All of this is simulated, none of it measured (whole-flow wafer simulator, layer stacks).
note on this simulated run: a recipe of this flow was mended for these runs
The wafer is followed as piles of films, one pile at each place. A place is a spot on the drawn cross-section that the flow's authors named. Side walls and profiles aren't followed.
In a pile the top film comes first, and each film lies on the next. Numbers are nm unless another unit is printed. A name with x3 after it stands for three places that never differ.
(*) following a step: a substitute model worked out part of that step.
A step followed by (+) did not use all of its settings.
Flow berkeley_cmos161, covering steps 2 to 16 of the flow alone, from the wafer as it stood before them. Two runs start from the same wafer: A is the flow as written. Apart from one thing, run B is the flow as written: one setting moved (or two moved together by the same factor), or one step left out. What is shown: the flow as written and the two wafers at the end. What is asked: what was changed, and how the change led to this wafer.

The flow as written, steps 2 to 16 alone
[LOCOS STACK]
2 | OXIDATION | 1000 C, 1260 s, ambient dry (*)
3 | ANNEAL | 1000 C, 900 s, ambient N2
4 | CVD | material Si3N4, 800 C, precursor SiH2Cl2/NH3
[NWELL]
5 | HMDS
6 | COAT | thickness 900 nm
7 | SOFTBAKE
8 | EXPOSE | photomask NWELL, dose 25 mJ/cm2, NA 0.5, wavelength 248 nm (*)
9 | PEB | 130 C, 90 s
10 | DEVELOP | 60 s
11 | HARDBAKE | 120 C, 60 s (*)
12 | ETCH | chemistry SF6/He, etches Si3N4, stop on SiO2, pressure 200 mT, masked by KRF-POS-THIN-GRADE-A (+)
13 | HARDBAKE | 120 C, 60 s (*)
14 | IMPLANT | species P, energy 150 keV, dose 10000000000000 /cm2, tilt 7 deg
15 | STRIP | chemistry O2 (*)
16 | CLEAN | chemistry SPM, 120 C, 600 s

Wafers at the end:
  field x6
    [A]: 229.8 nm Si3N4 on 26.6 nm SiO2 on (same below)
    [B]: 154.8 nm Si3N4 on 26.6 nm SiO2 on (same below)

Cause: step 4, CVD: 768 C was run, though the flow has 800 C.

The path from the change to this, step by step:
  4 | CVD | material Si3N4, 800 C, precursor SiH2Cl2/NH3
      field x6, sd_p x3: A +229.8 Si3N4 (new film) | B +154.8 Si3N4 (new film)
  12 | ETCH | chemistry SF6/He, etches Si3N4, stop on SiO2, pressure 200 mT, masked by KRF-POS-THIN-GRADE-A (+)
      field x6: A -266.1 KrF-resist | B -184.6 KrF-resist
      sd_p x3: A -229.8 Si3N4 (all of it), -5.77 SiO2 | B -154.8 Si3N4 (all of it), -5.77 SiO2
  15 | STRIP | chemistry O2 (*)
      field x6: A -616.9 KrF-resist (all of it) | B -698.3 KrF-resist (all of it)
